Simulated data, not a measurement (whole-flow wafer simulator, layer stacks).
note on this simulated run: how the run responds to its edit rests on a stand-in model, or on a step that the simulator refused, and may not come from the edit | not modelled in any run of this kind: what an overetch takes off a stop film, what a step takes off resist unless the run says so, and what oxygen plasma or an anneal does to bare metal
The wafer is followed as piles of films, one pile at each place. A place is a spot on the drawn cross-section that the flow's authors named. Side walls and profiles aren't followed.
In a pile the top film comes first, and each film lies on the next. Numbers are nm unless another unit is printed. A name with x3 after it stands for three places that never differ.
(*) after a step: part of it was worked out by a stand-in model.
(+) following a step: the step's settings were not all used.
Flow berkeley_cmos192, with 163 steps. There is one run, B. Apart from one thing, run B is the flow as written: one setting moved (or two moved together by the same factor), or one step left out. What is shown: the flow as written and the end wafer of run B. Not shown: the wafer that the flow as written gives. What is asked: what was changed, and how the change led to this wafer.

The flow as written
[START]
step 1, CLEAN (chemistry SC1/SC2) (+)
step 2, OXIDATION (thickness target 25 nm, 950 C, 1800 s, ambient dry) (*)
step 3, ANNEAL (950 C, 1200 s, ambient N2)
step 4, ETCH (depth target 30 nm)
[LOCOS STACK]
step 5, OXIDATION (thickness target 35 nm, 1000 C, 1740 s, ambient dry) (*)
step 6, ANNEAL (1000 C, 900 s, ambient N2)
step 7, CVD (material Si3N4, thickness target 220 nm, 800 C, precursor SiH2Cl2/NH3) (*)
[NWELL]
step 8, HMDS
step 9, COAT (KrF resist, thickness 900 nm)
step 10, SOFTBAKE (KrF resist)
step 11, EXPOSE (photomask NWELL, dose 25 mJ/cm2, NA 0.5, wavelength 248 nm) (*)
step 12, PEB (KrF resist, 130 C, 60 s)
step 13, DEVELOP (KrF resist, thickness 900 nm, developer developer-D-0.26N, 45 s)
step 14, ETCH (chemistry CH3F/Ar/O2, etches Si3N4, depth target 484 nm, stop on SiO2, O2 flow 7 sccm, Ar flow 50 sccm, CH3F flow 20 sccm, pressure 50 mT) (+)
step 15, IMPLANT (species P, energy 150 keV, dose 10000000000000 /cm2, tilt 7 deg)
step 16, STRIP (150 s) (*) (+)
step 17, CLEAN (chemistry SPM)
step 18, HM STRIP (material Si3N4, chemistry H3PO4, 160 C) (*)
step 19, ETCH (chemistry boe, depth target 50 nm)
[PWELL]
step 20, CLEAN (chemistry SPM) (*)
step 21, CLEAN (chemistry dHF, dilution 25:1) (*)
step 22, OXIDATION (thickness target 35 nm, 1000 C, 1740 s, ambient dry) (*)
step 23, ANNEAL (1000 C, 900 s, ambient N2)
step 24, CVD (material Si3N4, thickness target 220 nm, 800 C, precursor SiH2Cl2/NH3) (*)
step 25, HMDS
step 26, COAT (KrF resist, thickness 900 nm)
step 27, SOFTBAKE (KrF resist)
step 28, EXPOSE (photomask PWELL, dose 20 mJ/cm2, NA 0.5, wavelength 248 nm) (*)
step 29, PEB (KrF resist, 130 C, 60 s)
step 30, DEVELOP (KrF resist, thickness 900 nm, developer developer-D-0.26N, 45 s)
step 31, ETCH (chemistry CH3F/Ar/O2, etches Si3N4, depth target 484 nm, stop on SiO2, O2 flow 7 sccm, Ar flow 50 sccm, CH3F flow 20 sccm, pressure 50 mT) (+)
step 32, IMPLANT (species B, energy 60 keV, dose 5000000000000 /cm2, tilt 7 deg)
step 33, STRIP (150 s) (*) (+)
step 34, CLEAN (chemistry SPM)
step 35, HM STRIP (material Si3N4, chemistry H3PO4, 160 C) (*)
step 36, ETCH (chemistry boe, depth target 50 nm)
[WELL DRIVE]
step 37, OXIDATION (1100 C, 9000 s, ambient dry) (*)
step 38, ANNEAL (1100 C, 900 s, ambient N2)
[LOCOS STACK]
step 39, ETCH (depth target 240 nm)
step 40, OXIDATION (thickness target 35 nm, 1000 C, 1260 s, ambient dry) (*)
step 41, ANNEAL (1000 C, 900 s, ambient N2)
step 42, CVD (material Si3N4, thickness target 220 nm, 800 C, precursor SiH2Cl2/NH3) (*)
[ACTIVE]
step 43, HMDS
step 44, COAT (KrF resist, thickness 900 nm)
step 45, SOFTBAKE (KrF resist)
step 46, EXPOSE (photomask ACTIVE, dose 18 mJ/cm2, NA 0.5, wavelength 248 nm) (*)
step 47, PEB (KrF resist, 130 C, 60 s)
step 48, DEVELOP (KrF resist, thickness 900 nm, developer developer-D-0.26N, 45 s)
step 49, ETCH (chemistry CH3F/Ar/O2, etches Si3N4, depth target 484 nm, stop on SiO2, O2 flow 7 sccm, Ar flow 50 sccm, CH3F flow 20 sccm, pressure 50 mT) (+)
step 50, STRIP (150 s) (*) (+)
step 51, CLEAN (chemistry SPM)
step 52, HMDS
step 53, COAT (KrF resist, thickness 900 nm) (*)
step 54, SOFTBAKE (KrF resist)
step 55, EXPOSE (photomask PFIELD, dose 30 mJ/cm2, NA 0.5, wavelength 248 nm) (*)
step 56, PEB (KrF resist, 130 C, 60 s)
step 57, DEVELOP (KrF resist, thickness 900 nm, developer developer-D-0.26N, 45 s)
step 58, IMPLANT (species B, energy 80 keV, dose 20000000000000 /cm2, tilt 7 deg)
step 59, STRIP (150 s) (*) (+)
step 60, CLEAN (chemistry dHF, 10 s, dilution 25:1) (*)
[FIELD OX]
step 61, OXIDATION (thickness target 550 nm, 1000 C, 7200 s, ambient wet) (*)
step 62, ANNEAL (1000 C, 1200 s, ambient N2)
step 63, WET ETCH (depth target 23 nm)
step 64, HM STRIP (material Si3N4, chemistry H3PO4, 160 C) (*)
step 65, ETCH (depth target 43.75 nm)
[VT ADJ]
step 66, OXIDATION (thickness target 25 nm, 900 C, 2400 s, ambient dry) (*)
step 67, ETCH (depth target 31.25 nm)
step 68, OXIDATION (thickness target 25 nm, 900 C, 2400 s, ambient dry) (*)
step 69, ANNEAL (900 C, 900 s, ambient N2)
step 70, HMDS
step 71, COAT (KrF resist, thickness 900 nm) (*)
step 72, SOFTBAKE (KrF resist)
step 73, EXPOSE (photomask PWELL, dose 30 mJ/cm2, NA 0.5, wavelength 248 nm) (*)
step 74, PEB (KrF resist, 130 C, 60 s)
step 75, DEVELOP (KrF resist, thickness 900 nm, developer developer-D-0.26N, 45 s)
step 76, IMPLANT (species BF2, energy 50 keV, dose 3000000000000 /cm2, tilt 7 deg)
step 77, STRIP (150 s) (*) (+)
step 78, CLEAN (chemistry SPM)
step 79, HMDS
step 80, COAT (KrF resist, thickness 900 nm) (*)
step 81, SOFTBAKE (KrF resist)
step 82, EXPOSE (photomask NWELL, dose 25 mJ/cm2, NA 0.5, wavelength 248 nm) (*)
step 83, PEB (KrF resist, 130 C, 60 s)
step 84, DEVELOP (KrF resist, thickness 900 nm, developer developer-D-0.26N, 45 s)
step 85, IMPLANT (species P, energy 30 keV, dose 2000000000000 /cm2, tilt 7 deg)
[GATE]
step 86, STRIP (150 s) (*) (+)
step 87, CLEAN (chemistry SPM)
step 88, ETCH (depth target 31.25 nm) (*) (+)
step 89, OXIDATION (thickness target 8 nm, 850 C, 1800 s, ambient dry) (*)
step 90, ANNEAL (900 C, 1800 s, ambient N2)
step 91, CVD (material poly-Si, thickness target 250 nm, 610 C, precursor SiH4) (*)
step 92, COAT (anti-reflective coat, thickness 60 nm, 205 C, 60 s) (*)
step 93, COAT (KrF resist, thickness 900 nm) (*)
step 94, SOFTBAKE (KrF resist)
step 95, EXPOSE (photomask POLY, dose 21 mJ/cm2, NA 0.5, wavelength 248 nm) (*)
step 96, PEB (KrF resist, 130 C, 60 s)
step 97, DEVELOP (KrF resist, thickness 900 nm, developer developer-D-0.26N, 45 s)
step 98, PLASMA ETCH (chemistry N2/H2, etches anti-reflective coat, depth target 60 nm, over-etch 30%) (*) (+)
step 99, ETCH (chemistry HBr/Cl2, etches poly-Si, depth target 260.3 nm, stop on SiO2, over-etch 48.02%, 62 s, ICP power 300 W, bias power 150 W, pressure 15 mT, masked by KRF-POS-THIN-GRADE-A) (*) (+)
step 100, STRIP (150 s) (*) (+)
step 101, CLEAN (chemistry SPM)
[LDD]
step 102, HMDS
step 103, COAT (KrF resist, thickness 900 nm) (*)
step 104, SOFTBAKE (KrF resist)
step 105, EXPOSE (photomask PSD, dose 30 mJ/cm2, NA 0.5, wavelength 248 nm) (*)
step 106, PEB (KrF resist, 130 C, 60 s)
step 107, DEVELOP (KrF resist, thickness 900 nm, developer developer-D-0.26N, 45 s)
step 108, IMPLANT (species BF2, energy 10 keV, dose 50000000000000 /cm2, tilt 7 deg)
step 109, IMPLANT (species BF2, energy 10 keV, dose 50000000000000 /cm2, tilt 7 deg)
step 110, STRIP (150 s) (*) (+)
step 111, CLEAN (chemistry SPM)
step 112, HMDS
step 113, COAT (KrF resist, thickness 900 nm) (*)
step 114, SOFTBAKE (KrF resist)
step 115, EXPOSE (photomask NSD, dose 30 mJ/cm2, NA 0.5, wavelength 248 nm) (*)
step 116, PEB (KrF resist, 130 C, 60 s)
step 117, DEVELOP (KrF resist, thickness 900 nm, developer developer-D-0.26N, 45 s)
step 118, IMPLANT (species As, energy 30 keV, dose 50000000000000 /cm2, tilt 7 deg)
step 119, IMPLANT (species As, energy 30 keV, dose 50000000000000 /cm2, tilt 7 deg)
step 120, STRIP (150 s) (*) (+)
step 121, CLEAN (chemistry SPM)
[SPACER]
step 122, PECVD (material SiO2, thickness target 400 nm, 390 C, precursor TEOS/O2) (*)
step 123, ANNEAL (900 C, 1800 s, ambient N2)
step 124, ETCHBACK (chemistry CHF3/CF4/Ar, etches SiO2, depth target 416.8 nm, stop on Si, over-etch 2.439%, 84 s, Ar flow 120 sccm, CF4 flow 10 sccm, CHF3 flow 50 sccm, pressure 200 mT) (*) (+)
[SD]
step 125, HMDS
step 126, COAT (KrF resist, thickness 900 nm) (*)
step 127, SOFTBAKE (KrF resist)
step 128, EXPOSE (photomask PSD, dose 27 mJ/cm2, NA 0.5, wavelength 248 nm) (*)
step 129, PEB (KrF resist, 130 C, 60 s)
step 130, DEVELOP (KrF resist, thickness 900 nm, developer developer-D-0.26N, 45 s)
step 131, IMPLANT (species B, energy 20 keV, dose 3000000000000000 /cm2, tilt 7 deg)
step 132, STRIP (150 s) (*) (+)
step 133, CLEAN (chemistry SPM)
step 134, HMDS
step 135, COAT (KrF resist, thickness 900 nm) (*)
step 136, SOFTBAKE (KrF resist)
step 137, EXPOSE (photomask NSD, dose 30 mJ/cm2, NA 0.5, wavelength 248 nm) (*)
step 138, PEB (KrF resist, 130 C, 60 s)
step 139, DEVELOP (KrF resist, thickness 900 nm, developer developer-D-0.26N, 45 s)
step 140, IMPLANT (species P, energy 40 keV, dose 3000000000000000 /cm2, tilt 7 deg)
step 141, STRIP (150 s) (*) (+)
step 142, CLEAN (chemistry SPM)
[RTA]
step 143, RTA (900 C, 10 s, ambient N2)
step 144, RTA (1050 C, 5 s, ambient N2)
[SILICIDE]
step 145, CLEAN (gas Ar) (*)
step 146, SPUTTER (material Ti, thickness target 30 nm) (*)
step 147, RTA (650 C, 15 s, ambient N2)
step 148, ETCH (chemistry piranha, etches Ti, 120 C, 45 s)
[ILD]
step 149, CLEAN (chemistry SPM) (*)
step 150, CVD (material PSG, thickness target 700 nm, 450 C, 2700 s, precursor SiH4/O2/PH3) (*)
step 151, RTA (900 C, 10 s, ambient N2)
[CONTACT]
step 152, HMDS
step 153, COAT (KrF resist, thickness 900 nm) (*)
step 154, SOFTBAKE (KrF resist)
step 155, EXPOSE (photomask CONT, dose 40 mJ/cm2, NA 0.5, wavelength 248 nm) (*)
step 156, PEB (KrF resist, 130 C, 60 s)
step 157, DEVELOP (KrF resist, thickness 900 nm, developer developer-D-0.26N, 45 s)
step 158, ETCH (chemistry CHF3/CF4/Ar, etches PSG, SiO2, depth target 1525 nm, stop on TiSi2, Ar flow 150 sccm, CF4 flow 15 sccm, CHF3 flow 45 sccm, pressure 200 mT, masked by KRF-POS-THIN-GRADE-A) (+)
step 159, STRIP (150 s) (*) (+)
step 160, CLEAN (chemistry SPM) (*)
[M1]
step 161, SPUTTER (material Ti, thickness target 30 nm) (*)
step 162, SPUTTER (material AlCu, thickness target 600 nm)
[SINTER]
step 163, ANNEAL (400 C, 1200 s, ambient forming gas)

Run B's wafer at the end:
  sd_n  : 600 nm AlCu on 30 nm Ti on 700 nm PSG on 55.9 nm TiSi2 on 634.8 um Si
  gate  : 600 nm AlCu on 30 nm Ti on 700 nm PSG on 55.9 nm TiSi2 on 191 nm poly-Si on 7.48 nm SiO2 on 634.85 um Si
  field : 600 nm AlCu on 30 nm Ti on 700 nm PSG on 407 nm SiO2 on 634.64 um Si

Cause: step 39, ETCH: depth target 152 nm was run, whereas the flow has depth target 240 nm.

Step by step, how the change led to this:
  step 39, ETCH (depth target 240 nm)
      field, sd_n, spacer_n and 6 more: SiO2 loses 152 (in the flow as written it would be: SiO2 loses 197.6 (all of it))
  step 40, OXIDATION (thickness target 35 nm, 1000 C, 1260 s, ambient dry) (*)
      field, sd_n, spacer_n and 6 more: SiO2 gains 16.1, Si loses 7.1 (in the flow as written it would be: SiO2 gains 26.6 (new film), Si loses 11.7)
  step 61, OXIDATION (thickness target 550 nm, 1000 C, 7200 s, ambient wet) (*)
      spacer_n, spacer_p, gate_p, contact, m1: SiO2 gains 12.1 (new film), Si3N4 loses 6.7, SiO2 gains 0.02 (in the flow as written it would be: SiO2 gains 12.1 (new film), Si3N4 loses 6.7)
      gate: SiO2 gains 12.1 (new film), Si3N4 loses 6.7, SiO2 gains 0.02 (in the flow as written it would be: SiO2 gains 12.1 (new film), Si3N4 loses 6.7, SiO2 gains 0.05, Si loses 0.05)
      (also at 3 further places)
  step 65, ETCH (depth target 43.75 nm)
      sd_n, spacer_n, gate, sd_p, spacer_p, gate_p, contact, m1: SiO2 loses 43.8 (in the flow as written it would be: SiO2 loses 24.6 (all of it))
  step 66, OXIDATION (thickness target 25 nm, 900 C, 2400 s, ambient dry) (*)
      spacer_n, gate, spacer_p, gate_p, contact, m1: SiO2 gains 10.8, Si loses 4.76 (in the flow as written it would be: SiO2 gains 14.9 (new film), Si loses 6.57)
      sd_n: SiO2 gains 10.3, Si loses 4.53 (in the flow as written it would be: SiO2 gains 14.9 (new film), Si loses 6.57)
      (also at 1 further place)
  step 67, ETCH (depth target 31.25 nm)
      spacer_n, gate, spacer_p, gate_p, contact, m1: SiO2 loses 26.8 (all of it) (in the flow as written it would be: SiO2 loses 14.9 (all of it))
      sd_n: SiO2 loses 31 (all of it) (in the flow as written it would be: SiO2 loses 14.9 (all of it))
      (also at 1 further place)
  step 92, COAT (anti-reflective coat, thickness 60 nm, 205 C, 60 s) (*)
      sd_n: anti-reflective coat gains 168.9 (new film) (in the flow as written it would be: anti-reflective coat gains 152.4 (new film))
      spacer_n: anti-reflective coat gains 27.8 (new film) (in the flow as written it would be: anti-reflective coat gains 33.8 (new film))
      (also at 6 further places)
  step 98, PLASMA ETCH (chemistry N2/H2, etches anti-reflective coat, depth target 60 nm, over-etch 30%) (*) (+)
      field: anti-reflective coat loses 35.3 (all of it), poly-Si loses 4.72 (in the flow as written it would be: anti-reflective coat loses 35.3 (all of it), poly-Si loses 4.18)
      sd_n: anti-reflective coat loses 168.9 (all of it), poly-Si loses 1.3 (in the flow as written it would be: anti-reflective coat loses 152.4 (all of it), poly-Si loses 1.17)
      (also at 5 further places)
  step 100, STRIP (150 s) (*) (+)
      gate: chemical SiO2 gains 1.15 (new film), KrF resist loses 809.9 (all of it), anti-reflective coat loses 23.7 (all of it), poly-Si loses 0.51 (in the flow as written it would be: chemical SiO2 gains 1.15 (new film), KrF resist loses 791.8 (all of it), anti-reflective coat loses 30 (all of it), poly-Si loses 0.51)
      gate_p: chemical SiO2 gains 1.15 (new film), KrF resist loses 776.7 (all of it), anti-reflective coat loses 26.3 (all of it), poly-Si loses 0.51 (in the flow as written it would be: chemical SiO2 gains 1.15 (new film), KrF resist loses 765.1 (all of it), anti-reflective coat loses 31 (all of it), poly-Si loses 0.51)
  step 147, RTA (650 C, 15 s, ambient N2)
      sd_p: Ti loses 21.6, TiSi first gains 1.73 (new film), TiSi2 C49 gains 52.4 (new film), Si loses 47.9 (in the flow as written it would be: Ti loses 21.9, TiSi first gains 2.35 (new film), TiSi2 C49 gains 52.1 (new film), Si loses 48.1)
  step 151, RTA (900 C, 10 s, ambient N2)
      sd_p: under 1 film: TiSi2 gains 51.6 (new film), TiSi first loses 1.62 (all of it), TiSi2 C49 loses 52.4 (all of it), Si loses 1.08 (in the flow as written it would be: under 1 film: TiSi2 gains 52.2 (new film), TiSi first loses 2.25 (all of it), TiSi2 C49 loses 52.1 (all of it), Si loses 1.5)
  step 162, SPUTTER (material AlCu, thickness target 600 nm)
      sd_p: AlCu gains 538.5 (new film) (in the flow as written it would be: AlCu gains 551.2 (new film))
